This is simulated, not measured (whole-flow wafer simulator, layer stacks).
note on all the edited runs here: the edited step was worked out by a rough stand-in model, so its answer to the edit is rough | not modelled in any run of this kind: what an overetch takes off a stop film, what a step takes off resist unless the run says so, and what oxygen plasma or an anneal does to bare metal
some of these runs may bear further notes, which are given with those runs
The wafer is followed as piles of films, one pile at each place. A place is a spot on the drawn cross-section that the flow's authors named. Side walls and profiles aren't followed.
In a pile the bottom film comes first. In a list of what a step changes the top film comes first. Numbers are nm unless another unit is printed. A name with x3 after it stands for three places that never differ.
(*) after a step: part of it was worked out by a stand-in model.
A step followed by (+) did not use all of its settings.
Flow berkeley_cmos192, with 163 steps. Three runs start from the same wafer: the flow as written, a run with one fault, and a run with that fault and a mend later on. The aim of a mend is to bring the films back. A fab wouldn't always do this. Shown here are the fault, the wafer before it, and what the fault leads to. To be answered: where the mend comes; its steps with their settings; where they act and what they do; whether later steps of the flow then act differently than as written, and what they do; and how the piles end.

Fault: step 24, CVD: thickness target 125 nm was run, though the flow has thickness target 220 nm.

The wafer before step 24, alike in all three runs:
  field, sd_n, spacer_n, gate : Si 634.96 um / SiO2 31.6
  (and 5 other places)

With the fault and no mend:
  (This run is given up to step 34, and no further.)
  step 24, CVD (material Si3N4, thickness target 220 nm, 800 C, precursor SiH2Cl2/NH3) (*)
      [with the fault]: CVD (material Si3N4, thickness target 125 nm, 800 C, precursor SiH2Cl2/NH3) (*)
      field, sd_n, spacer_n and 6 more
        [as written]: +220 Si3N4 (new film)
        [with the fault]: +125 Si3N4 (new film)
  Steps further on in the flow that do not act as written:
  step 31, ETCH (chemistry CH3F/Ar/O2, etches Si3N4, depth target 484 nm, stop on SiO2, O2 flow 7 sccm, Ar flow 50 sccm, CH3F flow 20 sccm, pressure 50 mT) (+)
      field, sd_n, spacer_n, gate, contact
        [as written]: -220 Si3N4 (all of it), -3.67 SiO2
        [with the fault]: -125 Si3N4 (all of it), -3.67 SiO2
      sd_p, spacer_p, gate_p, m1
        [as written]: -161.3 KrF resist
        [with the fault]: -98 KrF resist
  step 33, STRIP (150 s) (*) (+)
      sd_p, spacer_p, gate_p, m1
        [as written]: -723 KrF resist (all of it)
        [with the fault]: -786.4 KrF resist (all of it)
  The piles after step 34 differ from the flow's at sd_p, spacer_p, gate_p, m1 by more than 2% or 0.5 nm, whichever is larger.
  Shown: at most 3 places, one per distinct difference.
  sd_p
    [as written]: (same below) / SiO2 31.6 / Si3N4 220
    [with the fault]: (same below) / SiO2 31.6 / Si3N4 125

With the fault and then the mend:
  The mend stands after step 24.
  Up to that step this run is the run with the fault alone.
  step 24a, ETCH (chemistry h3po4, depth target 143.7 nm)
      field, sd_n, spacer_n and 6 more
        -125 Si3N4 (all of it)
  step 24b, CLEAN (chemistry SPM) (the flow's step 17, run once more)
      leaves every film unchanged at each place that is followed
  step 24c, CVD (material Si3N4, thickness target 220 nm, 800 C, precursor SiH2Cl2/NH3) (*) (the flow's step 24, run once more)
      field, sd_n, spacer_n and 6 more
        +220 Si3N4 (new film)
  Every later step of the flow that is run acts as written at every place that is followed.
  By the end, the piles equal the flow's at every place that both follow.
